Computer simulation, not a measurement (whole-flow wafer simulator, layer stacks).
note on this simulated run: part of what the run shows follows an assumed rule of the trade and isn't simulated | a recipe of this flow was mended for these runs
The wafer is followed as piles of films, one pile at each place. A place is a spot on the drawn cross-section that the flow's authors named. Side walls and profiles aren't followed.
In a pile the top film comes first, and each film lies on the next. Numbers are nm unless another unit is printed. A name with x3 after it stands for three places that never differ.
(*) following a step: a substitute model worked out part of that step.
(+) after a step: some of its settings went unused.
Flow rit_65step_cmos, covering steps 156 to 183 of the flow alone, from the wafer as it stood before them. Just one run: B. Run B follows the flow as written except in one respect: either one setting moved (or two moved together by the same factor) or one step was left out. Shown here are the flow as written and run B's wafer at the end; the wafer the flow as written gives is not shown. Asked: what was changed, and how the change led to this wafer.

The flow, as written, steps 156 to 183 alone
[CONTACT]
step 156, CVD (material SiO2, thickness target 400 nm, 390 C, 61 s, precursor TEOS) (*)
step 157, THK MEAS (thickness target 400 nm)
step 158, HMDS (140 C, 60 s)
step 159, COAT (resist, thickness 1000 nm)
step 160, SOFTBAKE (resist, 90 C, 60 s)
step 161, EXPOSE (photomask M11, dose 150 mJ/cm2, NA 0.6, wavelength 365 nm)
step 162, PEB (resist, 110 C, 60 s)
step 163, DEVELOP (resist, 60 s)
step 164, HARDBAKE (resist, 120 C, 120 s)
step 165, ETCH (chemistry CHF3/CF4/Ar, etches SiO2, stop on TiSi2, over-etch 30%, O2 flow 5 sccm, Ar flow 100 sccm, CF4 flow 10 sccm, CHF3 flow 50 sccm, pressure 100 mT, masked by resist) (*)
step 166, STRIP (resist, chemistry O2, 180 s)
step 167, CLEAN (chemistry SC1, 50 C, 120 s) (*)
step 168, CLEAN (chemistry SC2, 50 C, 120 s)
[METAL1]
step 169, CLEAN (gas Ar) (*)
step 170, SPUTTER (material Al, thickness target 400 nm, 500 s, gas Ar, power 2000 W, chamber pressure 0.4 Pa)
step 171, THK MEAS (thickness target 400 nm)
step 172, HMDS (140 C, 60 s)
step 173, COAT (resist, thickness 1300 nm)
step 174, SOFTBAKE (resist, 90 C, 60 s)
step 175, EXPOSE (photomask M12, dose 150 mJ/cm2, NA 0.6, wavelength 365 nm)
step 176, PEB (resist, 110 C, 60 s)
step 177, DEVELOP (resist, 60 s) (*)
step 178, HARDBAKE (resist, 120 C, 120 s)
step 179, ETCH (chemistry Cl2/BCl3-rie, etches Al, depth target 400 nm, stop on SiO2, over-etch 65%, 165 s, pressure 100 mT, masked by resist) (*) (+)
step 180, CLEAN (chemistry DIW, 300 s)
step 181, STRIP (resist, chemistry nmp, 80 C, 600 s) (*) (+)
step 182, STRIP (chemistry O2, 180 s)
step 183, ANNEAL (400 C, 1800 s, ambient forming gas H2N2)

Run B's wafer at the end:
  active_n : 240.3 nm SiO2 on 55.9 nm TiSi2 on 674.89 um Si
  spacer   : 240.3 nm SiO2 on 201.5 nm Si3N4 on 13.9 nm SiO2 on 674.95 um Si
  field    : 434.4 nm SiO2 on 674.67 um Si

The reason: step 156, CVD: thickness target 280 nm was run, whereas the flow has thickness target 400 nm; step 156, CVD: 43 s was run, where the flow has 61 s.

How this came from the change, step by step:
  step 156, CVD (material SiO2, thickness target 400 nm, 390 C, 61 s, precursor TEOS) (*)
      active_n, active_p, gate_n and 7 more: SiO2 gains 280 (new film) (in the flow as written it would be: SiO2 gains 400 (new film))
      field, field_pw, field_nw, field_p: SiO2 gains 280 (in the flow as written it would be: SiO2 gains 400)
  step 165, ETCH (chemistry CHF3/CF4/Ar, etches SiO2, stop on TiSi2, over-etch 30%, O2 flow 5 sccm, Ar flow 100 sccm, CF4 flow 10 sccm, CHF3 flow 50 sccm, pressure 100 mT, masked by resist) (*)
      field, field_pw, field_nw and 10 more: resist loses 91 (in the flow as written it would be: resist loses 130)
      contact: SiO2 loses 280 (all of it), TiSi2 loses 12 (in the flow as written it would be: SiO2 loses 400 (all of it), TiSi2 loses 6)
  step 166, STRIP (resist, chemistry O2, 180 s)
      active_n, active_p: resist loses 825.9 (all of it) (in the flow as written it would be: resist loses 787.7 (all of it))
      field: resist loses 885.2 (all of it) (in the flow as written it would be: resist loses 847 (all of it))
      (as well as at 10 more places)
  step 170, SPUTTER (material Al, thickness target 400 nm, 500 s, gas Ar, power 2000 W, chamber pressure 0.4 Pa)
      contact: Al gains 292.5 (new film) (in the flow as written it would be: Al gains 255.4 (new film))
  step 173, COAT (resist, thickness 1300 nm)
      contact: resist gains 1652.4 (new film) (in the flow as written it would be: resist gains 1785.1 (new film))
  step 176, PEB (resist, 110 C, 60 s)
      contact: resist loses 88 (in the flow as written it would be: resist loses 95.5)
  step 178, HARDBAKE (resist, 120 C, 120 s)
      contact: resist loses 57 (in the flow as written it would be: resist loses 62.1)
  step 181, STRIP (resist, chemistry nmp, 80 C, 600 s) (*) (+)
      contact: resist loses 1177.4 (all of it) (in the flow as written it would be: resist loses 1297.5 (all of it))
